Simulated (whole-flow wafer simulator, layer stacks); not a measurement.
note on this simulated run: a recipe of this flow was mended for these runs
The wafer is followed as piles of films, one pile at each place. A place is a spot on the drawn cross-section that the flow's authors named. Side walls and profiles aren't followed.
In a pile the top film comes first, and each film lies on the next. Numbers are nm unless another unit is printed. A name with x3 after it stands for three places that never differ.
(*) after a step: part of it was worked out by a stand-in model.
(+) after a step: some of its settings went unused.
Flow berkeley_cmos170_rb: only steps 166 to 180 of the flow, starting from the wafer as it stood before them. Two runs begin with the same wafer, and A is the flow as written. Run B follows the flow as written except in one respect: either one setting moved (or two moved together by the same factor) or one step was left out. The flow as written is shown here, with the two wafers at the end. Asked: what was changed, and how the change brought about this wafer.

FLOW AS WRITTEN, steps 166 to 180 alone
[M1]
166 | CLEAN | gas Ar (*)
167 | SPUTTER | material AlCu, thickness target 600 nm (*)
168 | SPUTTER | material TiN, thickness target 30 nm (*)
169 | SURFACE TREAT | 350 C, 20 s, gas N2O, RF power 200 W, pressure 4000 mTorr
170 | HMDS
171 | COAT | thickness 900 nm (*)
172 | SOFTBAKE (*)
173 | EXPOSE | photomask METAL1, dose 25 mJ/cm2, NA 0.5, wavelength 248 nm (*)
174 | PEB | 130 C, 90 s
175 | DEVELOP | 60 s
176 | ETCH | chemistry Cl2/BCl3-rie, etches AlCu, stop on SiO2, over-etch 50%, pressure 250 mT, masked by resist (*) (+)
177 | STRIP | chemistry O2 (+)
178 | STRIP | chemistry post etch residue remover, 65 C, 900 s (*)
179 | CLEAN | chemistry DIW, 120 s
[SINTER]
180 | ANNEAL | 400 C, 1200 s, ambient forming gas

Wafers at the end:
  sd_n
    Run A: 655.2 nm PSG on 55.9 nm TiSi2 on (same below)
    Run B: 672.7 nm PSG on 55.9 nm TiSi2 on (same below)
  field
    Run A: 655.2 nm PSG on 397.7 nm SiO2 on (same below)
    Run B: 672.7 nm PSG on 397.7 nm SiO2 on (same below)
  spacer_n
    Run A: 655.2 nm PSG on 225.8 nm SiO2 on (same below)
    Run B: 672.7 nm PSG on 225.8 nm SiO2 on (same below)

Cause: step 167, SPUTTER: thickness target 740 nm was run, whereas the flow has thickness target 600 nm.

The path from the change to this, step by step:
  167 | SPUTTER | material AlCu, thickness target 600 nm (*)
      field, sd_n, spacer_n, gate, spacer_p, gate_p, m1: A AlCu gains 600 (new film) | B AlCu gains 740 (new film)
      sd_p: A AlCu gains 549.6 (new film) | B AlCu gains 685 (new film)
      (as well as at 1 more place)
  168 | SPUTTER | material TiN, thickness target 30 nm (*)
      contact: A TiN gains 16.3 (new film) | B TiN gains 14.9 (new film)
  171 | COAT | thickness 900 nm (*)
      contact: A KrF-resist gains 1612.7 (new film) | B KrF-resist gains 1663.1 (new film)
  176 | ETCH | chemistry Cl2/BCl3-rie, etches AlCu, stop on SiO2, over-etch 50%, pressure 250 mT, masked by resist (*) (+)
      field, sd_n, spacer_n, gate, spacer_p, gate_p: A TiN loses 30 (all of it), AlCu loses 600 (all of it), PSG loses 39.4 | B TiN loses 30 (all of it), AlCu loses 740 (all of it), PSG loses 21.9
      sd_p: A TiN loses 25.8 (all of it), AlCu loses 549.6 (all of it), PSG loses 46.2 | B TiN loses 25.8 (all of it), AlCu loses 685 (all of it), PSG loses 29.3
  177 | STRIP | chemistry O2 (+)
      contact: A KrF-resist loses 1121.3 (all of it) | B KrF-resist loses 1171.5 (all of it)
